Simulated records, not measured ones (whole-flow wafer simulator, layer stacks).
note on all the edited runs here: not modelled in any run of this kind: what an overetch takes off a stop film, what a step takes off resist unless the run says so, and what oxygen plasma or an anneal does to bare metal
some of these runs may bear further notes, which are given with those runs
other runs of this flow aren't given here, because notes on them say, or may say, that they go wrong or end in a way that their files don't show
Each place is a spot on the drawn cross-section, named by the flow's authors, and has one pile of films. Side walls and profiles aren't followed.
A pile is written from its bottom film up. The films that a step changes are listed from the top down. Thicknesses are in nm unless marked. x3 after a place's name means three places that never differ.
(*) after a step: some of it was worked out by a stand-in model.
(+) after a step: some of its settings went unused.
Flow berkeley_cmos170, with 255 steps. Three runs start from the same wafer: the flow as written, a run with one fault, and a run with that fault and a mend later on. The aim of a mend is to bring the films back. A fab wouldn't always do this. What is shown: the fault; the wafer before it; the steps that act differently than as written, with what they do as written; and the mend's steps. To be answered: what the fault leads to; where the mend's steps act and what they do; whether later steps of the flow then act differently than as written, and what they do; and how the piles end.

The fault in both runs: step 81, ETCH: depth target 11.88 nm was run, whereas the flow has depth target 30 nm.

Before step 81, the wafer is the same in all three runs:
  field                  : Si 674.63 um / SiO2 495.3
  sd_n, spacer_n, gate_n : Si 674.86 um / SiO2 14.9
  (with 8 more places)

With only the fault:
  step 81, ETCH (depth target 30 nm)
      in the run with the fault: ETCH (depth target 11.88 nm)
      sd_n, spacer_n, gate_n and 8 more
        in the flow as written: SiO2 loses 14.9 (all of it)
        in the run with the fault: SiO2 loses 11.9
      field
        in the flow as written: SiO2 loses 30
        in the run with the fault: SiO2 loses 11.9
  Steps later in the flow that act otherwise than as written (45 other steps are not shown; they differ only slightly, by no more than 2% or 0.5 nm, whichever is larger):
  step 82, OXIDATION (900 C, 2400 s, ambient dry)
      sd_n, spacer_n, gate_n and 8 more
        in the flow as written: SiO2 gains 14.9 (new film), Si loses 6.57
        in the run with the fault: SiO2 gains 12.3, Si loses 5.42
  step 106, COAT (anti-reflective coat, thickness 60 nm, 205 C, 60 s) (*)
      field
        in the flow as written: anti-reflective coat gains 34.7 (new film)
        in the run with the fault: anti-reflective coat gains 35.6 (new film)
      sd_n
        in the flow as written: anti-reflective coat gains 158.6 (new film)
        in the run with the fault: anti-reflective coat gains 175.3 (new film)
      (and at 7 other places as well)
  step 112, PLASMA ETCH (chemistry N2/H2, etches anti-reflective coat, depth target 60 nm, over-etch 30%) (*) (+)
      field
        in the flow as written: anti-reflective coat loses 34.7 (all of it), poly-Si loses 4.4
        in the run with the fault: anti-reflective coat loses 35.6 (all of it), poly-Si loses 4.93
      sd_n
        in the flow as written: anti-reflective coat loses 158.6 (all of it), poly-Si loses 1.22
        in the run with the fault: anti-reflective coat loses 175.3 (all of it), poly-Si loses 1.35
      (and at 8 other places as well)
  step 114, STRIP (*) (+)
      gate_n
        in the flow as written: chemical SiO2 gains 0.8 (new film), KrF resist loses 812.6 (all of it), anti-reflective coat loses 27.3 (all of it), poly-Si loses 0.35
        in the run with the fault: chemical SiO2 gains 0.8 (new film), KrF resist loses 828.4 (all of it), anti-reflective coat loses 23.2 (all of it), poly-Si loses 0.35
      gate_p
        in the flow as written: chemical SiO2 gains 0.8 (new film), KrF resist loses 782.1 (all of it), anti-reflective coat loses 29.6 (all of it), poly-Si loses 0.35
        in the run with the fault: chemical SiO2 gains 0.8 (new film), KrF resist loses 790.7 (all of it), anti-reflective coat loses 27.5 (all of it), poly-Si loses 0.35
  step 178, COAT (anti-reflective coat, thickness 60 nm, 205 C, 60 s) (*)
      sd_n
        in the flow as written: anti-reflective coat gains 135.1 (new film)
        in the run with the fault: anti-reflective coat gains 145.9 (new film)
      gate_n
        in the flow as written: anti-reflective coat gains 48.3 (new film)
        in the run with the fault: anti-reflective coat gains 49.5 (new film)
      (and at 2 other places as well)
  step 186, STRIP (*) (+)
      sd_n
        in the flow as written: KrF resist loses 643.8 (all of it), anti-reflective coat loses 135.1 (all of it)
        in the run with the fault: KrF resist loses 642.1 (all of it), anti-reflective coat loses 145.9 (all of it)
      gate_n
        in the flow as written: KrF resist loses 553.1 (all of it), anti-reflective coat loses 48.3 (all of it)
        in the run with the fault: KrF resist loses 561.1 (all of it), anti-reflective coat loses 49.5 (all of it)
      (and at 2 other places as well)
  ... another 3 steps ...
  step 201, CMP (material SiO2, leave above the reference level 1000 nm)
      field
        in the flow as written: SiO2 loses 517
        in the run with the fault: SiO2 loses 533.9
  By the end, the piles at field depart from the flow's by more than 2% or 0.5 nm, whichever is larger.
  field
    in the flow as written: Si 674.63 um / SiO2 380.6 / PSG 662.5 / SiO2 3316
    in the run with the fault: Si 674.63 um / SiO2 398.6 / PSG 662.5 / SiO2 3299.1

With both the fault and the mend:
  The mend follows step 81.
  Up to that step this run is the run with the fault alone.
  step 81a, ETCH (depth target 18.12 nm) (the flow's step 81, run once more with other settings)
      sd_n, spacer_n, gate_n and 8 more
        SiO2 loses 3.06 (all of it)
      field
        SiO2 loses 18.1
  Every later step of the flow that is run acts as written at every place that is followed.
  At every place that both follow, the piles at the end match the flow's.
